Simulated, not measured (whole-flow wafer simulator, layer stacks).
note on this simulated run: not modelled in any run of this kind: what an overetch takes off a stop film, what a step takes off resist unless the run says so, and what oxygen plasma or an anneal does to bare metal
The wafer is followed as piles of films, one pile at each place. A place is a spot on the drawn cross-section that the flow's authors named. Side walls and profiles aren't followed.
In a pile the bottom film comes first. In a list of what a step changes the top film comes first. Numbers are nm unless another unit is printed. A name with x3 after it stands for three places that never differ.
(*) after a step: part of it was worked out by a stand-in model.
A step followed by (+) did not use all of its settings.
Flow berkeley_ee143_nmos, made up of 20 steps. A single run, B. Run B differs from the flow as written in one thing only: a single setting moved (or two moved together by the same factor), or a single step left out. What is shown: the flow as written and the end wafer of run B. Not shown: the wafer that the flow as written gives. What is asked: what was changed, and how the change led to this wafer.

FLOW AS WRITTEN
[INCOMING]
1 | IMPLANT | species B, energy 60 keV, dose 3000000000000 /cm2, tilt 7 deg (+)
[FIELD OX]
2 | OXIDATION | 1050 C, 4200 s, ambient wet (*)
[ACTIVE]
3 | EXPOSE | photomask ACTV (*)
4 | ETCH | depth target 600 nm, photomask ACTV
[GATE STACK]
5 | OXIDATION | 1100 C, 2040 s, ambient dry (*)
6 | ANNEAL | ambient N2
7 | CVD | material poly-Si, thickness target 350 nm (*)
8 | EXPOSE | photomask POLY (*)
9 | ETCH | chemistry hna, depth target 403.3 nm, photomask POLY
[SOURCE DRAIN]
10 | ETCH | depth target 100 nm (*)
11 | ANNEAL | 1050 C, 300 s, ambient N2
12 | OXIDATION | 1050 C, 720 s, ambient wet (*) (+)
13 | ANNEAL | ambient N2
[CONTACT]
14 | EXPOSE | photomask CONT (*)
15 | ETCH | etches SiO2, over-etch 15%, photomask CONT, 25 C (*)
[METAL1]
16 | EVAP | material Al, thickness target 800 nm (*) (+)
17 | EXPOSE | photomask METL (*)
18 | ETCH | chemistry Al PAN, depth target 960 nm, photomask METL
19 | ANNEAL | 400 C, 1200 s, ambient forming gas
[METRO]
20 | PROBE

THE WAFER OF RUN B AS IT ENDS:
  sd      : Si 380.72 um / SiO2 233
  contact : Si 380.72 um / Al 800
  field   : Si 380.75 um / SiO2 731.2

Cause: step 9, ETCH: depth target 282.6 nm was run, though the flow has depth target 403.3 nm.

Step by step, how the change led to this:
  9 | ETCH | chemistry hna, depth target 403.3 nm, photomask POLY
      sd, contact, field: poly-Si loses 282.6 (it would be, as written: poly-Si loses 350 (all of it))
  10 | ETCH | depth target 100 nm (*)
      sd, contact: nothing (it would be, as written: SiO2 loses 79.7 (all of it))
      field: nothing (it would be, as written: SiO2 loses 100)
  12 | OXIDATION | 1050 C, 720 s, ambient wet (*) (+)
      sd, contact: poly-Si loses 67.4 (all of it), SiO2 gains 153.3 (it would be, as written: SiO2 gains 189.4 (new film), Si loses 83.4)
      field: poly-Si loses 67.4 (all of it), SiO2 gains 153.3 (it would be, as written: SiO2 gains 69.1, Si loses 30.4)
  15 | ETCH | etches SiO2, over-etch 15%, photomask CONT, 25 C (*)
      contact: SiO2 loses 233 (all of it) (it would be, as written: SiO2 loses 189.4 (all of it))
